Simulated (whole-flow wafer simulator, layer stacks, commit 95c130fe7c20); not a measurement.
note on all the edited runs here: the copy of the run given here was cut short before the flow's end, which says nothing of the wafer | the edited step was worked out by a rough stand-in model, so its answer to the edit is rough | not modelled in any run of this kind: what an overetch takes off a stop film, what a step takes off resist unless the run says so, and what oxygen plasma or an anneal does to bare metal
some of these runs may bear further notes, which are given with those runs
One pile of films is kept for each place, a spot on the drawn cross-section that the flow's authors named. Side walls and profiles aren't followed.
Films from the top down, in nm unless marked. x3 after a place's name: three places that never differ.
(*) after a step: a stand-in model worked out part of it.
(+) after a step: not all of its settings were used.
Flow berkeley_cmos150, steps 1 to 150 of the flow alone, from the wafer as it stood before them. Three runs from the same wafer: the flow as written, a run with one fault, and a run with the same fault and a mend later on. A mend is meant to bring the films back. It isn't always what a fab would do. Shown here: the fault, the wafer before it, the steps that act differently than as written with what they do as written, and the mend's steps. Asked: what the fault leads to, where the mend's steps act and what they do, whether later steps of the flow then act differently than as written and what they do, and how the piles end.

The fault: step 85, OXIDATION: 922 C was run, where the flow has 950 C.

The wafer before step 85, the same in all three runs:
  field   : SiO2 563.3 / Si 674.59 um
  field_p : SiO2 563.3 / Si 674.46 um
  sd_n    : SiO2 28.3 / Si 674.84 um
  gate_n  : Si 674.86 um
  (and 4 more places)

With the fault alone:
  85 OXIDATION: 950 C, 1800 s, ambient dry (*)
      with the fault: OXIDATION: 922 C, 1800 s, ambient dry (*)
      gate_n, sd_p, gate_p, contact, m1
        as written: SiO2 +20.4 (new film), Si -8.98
        with the fault: SiO2 +15.4 (new film), Si -6.76
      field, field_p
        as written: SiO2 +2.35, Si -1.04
        with the fault: SiO2 +1.58, Si -0.69
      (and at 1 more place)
  Later steps of the flow that act differently than as written (22 more steps differ only slightly, by at most 2% or 0.5 nm, whichever is larger, and aren't shown):
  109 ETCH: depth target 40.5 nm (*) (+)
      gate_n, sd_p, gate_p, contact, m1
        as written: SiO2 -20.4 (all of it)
        with the fault: SiO2 -15.4 (all of it)
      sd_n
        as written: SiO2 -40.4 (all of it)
        with the fault: SiO2 -36.8 (all of it)
  At the end the piles differ from the flow's only slightly at the places that both follow, by at most 2% or 0.5 nm, whichever is larger.

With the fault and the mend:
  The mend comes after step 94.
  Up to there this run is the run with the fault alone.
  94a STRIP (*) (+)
      field_p
        KrF resist -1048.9 (all of it)
      sd_p
        KrF resist -1274.7 (all of it)
      gate_p
        KrF resist -1249.4 (all of it)
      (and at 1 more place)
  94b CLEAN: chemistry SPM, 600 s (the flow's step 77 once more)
      changes no film at any place that is followed
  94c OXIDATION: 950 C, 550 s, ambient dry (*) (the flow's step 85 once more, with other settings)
      gate_n, sd_p, gate_p, contact, m1
        SiO2 +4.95, Si -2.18
      field, field_p
        SiO2 +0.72, Si -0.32
      sd_n
        SiO2 +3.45, Si -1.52
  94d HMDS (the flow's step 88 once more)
      changes no film at any place that is followed
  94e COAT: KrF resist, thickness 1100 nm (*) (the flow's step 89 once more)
      field
        KrF resist +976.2 (new film)
      field_p
        KrF resist +1087.8 (new film)
      sd_n
        KrF resist +1243 (new film)
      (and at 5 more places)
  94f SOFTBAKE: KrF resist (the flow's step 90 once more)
      changes no film at any place that is followed
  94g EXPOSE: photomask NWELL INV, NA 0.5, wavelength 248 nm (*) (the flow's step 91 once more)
      changes no film at any place that is followed
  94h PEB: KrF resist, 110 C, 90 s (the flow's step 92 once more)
      field
        KrF resist -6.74
      field_p
        KrF resist -7.53
      sd_n
        KrF resist -8.63
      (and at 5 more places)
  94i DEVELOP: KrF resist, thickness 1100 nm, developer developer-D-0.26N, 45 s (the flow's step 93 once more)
      field_p, sd_p, gate_p, m1
        KrF resist -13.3
      field
        KrF resist -969.5 (all of it)
      sd_n
        KrF resist -1234.3 (all of it)
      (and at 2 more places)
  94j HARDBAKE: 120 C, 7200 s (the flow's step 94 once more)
      field_p
        KrF resist -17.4
      sd_p
        KrF resist -21.4
      gate_p
        KrF resist -20.9
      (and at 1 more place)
  No later step of the flow acts differently than as written, at any place that is followed, by more than 2% or 0.5 nm, whichever is larger.
  At the end the piles differ from the flow's only slightly at the places that both follow, by at most 2% or 0.5 nm, whichever is larger.
